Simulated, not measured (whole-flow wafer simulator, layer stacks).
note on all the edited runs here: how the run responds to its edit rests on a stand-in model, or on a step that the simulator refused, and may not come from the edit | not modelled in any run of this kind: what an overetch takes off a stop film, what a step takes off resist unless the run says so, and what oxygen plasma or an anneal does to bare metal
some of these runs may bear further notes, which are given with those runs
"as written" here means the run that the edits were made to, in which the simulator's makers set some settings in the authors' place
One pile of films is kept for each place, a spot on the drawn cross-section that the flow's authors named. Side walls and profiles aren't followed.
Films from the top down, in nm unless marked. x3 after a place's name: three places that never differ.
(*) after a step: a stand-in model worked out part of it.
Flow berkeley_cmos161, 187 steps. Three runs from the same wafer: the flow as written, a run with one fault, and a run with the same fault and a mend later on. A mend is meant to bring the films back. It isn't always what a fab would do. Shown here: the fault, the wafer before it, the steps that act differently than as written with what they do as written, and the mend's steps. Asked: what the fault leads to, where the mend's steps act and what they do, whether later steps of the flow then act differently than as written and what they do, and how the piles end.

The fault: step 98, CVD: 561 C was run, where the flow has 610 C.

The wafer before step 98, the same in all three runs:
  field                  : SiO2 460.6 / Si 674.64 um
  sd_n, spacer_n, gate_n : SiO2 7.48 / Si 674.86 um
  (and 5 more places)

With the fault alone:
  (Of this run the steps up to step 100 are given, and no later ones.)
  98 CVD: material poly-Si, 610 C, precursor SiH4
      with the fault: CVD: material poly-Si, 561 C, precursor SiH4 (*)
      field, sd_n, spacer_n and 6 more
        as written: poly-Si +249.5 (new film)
        with the fault: poly-Si +82.7 (new film)
  No later step of the flow up to step 100 acts differently than as written at any place that is followed.
  After step 100 the piles differ from the flow's by more than 2% or 0.5 nm, whichever is larger, at field, sd_n, spacer_n and 6 more.
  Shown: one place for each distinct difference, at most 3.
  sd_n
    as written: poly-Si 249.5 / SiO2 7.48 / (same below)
    with the fault: poly-Si 82.7 / SiO2 7.48 / (same below)
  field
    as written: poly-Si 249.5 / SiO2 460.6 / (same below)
    with the fault: poly-Si 82.7 / SiO2 460.6 / (same below)

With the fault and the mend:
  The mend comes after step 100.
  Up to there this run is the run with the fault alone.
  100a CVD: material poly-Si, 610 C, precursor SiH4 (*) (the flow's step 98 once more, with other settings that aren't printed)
      field, sd_n, spacer_n and 6 more
        poly-Si +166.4
  No later step of the flow acts differently than as written, at any place that is followed, by more than 2% or 0.5 nm, whichever is larger.
  At the end the piles differ from the flow's only slightly at the places that both follow, by at most 2% or 0.5 nm, whichever is larger.
